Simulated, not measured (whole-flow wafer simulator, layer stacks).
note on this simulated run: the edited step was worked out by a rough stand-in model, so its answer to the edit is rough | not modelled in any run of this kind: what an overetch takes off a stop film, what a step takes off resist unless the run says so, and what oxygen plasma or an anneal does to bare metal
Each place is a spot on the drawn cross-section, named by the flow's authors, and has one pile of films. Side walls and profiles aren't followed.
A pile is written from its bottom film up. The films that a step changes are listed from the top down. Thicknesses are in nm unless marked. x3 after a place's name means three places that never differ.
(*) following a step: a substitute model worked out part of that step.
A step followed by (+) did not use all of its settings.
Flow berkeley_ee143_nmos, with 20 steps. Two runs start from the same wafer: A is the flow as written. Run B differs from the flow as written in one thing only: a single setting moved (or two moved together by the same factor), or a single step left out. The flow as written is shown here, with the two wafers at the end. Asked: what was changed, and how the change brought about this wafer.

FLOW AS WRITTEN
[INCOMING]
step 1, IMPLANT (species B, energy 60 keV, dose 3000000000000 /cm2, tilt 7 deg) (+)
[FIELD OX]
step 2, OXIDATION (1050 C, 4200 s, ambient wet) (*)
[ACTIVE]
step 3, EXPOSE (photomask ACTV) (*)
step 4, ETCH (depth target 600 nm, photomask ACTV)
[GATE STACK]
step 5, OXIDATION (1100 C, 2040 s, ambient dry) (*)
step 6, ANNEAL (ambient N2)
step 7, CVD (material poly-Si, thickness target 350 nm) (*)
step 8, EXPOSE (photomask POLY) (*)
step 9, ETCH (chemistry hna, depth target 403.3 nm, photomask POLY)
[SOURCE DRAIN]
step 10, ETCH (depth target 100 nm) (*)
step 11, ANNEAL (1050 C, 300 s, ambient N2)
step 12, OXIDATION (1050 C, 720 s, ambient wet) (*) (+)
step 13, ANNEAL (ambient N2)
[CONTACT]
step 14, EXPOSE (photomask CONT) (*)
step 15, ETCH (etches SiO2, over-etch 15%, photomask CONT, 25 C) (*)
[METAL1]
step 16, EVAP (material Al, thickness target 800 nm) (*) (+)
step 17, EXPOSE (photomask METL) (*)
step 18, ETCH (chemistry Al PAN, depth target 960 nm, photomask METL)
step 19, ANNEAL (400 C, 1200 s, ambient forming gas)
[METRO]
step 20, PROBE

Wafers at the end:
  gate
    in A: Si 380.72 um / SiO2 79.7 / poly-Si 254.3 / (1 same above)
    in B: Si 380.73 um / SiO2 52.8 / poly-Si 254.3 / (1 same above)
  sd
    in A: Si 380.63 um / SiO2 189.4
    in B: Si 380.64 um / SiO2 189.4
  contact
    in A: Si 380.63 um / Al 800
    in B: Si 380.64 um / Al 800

The reason: step 5, OXIDATION: 1020 s was run, whereas the flow has 2040 s.

The path from the change to this, step by step:
  step 5, OXIDATION (1100 C, 2040 s, ambient dry) (*)
      gate, sd, contact: A +79.7 SiO2 (new film), -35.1 Si | B +52.8 SiO2 (new film), -23.3 Si
      field: A +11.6 SiO2, -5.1 Si | B +5.84 SiO2, -2.57 Si
  step 10, ETCH (depth target 100 nm) (*)
      sd, contact: A -79.7 SiO2 (all of it) | B -52.8 SiO2 (all of it)
